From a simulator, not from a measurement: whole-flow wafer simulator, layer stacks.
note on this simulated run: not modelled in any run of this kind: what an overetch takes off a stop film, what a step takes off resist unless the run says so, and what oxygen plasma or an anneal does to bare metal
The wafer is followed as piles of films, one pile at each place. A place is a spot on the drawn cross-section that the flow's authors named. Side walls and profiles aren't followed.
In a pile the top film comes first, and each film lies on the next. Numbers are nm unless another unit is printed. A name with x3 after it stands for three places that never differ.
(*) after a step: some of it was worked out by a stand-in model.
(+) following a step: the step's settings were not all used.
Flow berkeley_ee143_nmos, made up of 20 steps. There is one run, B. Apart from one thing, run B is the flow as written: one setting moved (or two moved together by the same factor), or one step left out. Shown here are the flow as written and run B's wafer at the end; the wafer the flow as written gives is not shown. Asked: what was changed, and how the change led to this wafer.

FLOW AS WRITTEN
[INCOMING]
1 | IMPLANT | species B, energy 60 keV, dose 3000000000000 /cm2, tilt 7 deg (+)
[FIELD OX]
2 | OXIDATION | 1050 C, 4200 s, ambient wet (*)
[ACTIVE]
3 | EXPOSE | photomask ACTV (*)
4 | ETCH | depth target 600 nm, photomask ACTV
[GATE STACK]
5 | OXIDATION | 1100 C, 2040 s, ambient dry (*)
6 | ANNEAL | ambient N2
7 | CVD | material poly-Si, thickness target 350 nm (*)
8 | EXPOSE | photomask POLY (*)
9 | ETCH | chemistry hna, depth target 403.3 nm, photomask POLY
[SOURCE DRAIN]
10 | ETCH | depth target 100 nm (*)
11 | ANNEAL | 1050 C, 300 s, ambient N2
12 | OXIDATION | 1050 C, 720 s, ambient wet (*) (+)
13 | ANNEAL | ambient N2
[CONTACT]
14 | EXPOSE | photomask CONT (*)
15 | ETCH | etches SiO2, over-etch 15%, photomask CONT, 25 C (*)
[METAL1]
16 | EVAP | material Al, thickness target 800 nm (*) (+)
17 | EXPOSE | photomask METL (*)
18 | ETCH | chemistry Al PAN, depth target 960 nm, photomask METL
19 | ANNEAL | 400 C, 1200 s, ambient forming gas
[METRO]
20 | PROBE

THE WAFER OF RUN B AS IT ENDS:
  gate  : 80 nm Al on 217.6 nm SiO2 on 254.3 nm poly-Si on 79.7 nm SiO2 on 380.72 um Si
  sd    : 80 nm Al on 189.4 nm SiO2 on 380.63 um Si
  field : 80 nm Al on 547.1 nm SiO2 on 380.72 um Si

The reason: step 18, ETCH: depth target 720 nm was run, while the flow as written has depth target 960 nm.

Step by step, how the change led to this:
  18 | ETCH | chemistry Al PAN, depth target 960 nm, photomask METL
      gate, sd, field: Al loses 720 (as written it would have been: Al loses 800 (all of it))
If metal films that touch count as one body, gate has 1 body; the flow as written gives 0 bodies.
If metal films that touch count as one body, sd has 1 body; the flow as written gives 0 bodies.
If metal films that touch count as one body, field has 1 body; the flow as written gives 0 bodies.
